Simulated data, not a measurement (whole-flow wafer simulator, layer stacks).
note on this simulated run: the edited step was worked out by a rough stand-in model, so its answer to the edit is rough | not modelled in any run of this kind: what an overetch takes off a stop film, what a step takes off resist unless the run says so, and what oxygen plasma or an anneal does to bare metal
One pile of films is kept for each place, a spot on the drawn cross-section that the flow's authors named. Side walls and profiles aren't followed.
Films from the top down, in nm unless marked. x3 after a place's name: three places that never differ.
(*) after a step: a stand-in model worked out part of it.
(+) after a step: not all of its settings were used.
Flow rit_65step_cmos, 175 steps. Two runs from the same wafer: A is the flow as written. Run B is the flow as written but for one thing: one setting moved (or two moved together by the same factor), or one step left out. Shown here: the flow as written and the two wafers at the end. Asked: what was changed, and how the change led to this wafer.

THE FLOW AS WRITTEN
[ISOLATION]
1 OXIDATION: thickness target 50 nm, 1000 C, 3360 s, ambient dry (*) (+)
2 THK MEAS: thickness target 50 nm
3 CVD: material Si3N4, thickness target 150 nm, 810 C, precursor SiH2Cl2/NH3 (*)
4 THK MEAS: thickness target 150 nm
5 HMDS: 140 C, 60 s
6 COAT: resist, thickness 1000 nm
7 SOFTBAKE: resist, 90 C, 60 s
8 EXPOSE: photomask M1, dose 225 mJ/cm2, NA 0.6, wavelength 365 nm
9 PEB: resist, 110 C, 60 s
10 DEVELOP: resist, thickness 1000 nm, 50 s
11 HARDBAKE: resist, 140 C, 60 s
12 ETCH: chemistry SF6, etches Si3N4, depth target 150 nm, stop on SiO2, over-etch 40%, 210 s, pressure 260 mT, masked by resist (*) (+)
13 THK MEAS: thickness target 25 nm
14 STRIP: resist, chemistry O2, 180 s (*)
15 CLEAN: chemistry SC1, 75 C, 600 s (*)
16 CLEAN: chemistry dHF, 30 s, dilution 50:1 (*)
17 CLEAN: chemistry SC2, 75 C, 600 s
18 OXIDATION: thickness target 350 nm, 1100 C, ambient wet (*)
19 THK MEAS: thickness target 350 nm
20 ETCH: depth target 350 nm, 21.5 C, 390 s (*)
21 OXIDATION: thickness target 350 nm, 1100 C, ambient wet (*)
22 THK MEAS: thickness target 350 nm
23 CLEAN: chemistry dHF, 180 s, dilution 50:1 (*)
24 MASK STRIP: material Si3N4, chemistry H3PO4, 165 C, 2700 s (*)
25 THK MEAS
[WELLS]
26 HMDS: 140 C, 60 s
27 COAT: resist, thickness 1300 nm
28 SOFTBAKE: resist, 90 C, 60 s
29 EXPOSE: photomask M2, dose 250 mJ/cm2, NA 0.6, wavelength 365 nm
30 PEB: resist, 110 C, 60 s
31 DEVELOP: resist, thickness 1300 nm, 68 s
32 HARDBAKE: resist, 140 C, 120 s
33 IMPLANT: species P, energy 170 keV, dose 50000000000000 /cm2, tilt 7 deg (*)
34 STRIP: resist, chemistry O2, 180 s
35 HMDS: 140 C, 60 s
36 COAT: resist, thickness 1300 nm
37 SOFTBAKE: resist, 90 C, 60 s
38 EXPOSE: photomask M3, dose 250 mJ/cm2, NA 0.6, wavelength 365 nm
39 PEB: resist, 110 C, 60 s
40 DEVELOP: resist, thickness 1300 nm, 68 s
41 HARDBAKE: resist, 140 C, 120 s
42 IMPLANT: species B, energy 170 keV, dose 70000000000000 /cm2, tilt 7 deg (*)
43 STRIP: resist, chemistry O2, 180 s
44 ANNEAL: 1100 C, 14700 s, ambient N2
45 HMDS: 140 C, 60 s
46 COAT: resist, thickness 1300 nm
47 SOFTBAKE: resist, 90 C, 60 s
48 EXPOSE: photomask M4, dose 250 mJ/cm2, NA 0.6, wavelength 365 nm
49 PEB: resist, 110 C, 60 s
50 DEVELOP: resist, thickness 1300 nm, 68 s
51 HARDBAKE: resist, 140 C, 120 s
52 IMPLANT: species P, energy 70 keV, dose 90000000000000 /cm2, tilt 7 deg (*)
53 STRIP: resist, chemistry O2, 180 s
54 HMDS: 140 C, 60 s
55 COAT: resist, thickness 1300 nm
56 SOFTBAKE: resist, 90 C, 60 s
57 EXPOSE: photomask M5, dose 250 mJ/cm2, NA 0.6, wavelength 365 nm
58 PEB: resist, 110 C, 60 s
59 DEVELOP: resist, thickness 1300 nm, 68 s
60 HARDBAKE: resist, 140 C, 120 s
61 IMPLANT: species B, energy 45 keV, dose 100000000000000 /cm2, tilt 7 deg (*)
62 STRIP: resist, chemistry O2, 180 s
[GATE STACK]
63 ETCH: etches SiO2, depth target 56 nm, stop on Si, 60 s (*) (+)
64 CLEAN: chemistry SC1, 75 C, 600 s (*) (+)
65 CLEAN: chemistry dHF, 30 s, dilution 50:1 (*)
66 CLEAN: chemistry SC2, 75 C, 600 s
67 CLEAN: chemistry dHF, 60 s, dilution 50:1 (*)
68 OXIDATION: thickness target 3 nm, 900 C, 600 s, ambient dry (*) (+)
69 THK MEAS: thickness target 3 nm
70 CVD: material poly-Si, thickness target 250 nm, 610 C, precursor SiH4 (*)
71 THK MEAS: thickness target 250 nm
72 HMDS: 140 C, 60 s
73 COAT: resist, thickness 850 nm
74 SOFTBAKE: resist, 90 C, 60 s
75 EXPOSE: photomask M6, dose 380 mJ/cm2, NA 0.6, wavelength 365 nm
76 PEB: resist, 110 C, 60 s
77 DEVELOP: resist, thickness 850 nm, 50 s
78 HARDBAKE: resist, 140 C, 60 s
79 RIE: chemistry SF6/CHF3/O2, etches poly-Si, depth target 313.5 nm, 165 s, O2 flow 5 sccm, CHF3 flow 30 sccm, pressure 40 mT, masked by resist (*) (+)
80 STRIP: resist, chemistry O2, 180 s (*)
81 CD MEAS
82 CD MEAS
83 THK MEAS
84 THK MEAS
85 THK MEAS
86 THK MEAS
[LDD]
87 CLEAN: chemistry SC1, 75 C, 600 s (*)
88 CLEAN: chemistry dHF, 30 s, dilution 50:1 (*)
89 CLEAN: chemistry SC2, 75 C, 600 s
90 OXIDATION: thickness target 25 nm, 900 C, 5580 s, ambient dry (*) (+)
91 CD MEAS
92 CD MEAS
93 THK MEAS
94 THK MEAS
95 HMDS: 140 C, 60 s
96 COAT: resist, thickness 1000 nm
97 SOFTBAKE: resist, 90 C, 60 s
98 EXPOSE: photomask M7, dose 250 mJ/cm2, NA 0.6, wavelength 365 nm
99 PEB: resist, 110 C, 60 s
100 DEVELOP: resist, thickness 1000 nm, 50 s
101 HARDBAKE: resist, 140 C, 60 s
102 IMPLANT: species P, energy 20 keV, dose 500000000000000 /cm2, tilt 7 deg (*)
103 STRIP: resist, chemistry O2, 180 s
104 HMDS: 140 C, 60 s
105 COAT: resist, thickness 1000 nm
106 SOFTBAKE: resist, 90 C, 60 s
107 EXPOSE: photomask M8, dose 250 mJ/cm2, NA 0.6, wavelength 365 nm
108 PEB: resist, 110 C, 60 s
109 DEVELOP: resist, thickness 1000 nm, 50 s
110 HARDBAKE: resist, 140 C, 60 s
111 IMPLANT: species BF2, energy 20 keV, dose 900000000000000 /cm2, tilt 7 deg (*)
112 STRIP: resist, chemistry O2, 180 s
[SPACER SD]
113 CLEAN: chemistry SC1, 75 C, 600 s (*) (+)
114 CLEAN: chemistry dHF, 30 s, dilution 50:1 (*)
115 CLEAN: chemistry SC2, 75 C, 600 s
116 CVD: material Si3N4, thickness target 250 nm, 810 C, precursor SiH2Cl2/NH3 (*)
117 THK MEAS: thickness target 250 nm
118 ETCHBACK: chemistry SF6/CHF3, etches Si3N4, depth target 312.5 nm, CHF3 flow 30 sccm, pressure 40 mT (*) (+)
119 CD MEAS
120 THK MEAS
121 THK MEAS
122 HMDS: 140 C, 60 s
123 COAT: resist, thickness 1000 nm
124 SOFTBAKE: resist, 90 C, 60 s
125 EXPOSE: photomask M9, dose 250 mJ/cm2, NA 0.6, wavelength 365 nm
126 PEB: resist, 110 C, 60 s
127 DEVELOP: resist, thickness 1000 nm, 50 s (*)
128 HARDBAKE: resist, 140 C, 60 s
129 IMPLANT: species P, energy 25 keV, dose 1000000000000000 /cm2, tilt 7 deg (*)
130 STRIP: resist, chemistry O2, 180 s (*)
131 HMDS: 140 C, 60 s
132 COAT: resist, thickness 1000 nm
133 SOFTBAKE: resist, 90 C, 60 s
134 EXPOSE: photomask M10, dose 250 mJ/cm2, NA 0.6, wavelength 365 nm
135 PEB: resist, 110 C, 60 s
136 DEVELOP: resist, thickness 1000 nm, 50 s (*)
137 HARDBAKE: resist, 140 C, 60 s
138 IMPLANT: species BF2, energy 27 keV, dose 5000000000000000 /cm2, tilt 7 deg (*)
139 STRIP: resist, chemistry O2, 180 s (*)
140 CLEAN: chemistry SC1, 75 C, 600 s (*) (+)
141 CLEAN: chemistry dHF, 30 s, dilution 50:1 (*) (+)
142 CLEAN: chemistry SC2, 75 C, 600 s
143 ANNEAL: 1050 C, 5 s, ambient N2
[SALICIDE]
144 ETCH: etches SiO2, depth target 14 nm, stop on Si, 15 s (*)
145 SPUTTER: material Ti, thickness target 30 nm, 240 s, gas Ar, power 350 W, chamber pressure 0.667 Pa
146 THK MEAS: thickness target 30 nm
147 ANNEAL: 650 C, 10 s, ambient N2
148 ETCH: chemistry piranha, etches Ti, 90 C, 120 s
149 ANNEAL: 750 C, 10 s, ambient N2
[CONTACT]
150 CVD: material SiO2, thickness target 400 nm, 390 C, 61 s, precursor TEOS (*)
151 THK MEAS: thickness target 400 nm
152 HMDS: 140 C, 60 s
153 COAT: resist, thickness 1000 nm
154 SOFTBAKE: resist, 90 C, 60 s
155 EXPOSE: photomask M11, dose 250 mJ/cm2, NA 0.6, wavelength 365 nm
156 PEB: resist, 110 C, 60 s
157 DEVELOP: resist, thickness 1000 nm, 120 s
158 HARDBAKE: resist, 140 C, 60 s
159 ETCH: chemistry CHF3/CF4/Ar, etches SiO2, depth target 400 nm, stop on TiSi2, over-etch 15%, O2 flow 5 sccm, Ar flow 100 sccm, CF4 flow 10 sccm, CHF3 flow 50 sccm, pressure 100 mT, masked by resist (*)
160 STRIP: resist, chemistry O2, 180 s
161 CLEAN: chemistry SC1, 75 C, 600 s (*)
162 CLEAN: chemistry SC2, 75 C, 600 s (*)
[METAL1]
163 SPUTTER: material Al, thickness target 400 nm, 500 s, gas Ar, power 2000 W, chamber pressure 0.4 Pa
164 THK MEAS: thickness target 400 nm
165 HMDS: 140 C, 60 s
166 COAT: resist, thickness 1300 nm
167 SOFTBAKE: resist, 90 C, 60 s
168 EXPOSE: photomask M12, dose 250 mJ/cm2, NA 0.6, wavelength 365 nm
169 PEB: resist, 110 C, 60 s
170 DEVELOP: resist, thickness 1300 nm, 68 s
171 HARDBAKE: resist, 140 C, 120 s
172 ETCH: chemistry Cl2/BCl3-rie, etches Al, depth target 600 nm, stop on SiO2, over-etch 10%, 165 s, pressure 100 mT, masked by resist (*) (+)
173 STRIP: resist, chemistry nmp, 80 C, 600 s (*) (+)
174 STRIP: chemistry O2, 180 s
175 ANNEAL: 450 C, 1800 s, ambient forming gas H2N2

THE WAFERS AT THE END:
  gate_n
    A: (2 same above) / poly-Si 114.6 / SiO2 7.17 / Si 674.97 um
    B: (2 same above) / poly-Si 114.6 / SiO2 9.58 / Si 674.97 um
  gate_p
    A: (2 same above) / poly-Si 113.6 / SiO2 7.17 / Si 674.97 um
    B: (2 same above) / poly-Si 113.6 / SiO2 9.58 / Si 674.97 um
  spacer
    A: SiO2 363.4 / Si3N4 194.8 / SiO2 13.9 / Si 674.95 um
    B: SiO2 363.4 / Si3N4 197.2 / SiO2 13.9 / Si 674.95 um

The cause: step 68, OXIDATION: 960 s was run, where the flow has 600 s.

How the change led to this, step by step:
  68 OXIDATION: thickness target 3 nm, 900 C, 600 s, ambient dry (*) (+)
      active_n, active_p, gate_n and 7 more: A SiO2 +7.17 (new film), Si -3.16 | B SiO2 +9.58 (new film), Si -4.21
  79 RIE: chemistry SF6/CHF3/O2, etches poly-Si, depth target 313.5 nm, 165 s, O2 flow 5 sccm, CHF3 flow 30 sccm, pressure 40 mT, masked by resist (*) (+)
      active_n, active_p, spacer, spacer_p, sd_n, sd_p, contact, m1: A poly-Si -250 (all of it), SiO2 -7.17 (all of it) | B poly-Si -250 (all of it), SiO2 -9.58 (all of it)
  118 ETCHBACK: chemistry SF6/CHF3, etches Si3N4, depth target 312.5 nm, CHF3 flow 30 sccm, pressure 40 mT (*) (+)
      spacer, spacer_p: A Si3N4 -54 | B Si3N4 -51.6
